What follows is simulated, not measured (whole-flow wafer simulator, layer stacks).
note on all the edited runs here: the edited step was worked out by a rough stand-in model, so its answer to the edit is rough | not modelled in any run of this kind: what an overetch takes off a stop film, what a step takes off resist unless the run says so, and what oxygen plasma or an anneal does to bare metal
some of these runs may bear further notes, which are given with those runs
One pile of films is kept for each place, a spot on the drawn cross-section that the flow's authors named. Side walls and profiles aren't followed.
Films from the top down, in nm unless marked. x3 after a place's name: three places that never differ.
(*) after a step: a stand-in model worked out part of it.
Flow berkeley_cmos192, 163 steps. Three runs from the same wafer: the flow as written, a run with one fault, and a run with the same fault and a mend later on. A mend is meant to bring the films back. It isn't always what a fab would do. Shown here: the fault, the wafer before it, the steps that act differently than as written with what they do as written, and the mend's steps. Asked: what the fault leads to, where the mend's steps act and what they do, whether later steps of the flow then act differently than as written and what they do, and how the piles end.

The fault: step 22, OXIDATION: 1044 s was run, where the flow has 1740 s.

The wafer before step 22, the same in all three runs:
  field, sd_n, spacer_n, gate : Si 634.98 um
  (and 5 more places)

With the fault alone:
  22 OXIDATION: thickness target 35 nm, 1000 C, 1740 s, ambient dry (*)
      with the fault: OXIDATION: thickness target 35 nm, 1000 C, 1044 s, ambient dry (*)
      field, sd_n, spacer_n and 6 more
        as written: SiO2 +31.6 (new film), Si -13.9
        with the fault: SiO2 +24 (new film), Si -10.6
  Later steps of the flow that act differently than as written:
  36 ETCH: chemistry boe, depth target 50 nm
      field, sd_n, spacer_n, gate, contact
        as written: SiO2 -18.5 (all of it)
        with the fault: SiO2 -10.9 (all of it)
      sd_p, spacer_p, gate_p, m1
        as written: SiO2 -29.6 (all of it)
        with the fault: SiO2 -22 (all of it)
  At the end the piles differ from the flow's only slightly at the places that both follow, by at most 2% or 0.5 nm, whichever is larger.

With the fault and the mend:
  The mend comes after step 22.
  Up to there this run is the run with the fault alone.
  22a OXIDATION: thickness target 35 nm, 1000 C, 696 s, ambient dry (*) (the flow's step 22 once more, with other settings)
      field, sd_n, spacer_n and 6 more
        SiO2 +7.61, Si -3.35
  No later step of the flow acts differently than as written at any place that is followed.
  At the end the piles are the same as the flow's at every place that both follow.
